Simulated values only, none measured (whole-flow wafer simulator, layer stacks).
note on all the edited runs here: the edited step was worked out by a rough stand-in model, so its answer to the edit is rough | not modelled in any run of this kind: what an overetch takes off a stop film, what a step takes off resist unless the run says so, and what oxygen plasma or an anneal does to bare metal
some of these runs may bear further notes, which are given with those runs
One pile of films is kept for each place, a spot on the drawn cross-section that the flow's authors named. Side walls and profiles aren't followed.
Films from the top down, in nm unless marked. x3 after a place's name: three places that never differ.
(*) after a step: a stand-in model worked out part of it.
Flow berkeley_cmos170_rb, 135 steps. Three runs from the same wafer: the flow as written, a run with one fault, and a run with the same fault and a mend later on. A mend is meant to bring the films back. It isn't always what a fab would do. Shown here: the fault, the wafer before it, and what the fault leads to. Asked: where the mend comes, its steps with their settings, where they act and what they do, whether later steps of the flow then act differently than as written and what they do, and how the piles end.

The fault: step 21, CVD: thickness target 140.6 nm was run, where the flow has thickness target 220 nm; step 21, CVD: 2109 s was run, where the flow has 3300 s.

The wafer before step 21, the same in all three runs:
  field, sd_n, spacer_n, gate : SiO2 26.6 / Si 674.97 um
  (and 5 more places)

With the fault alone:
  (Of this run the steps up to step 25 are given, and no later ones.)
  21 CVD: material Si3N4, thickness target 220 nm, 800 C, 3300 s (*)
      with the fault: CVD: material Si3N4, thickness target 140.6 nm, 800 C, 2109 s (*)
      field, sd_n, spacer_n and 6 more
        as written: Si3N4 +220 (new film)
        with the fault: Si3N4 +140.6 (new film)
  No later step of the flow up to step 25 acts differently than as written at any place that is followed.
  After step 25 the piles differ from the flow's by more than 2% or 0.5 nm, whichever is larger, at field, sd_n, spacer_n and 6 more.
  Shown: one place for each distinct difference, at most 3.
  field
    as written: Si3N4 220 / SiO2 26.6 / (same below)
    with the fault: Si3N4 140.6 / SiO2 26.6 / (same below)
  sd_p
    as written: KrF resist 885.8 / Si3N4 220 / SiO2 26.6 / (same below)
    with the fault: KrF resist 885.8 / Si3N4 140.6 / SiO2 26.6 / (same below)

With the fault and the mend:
  The mend comes after step 21.
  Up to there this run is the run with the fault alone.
  21a CVD: material Si3N4, thickness target 79.42 nm, 800 C, 1191 s (*) (the flow's step 21 once more, with other settings)
      field, sd_n, spacer_n and 6 more
        Si3N4 +79.4
  No later step of the flow acts differently than as written at any place that is followed.
  At the end the piles are the same as the flow's at every place that both follow.
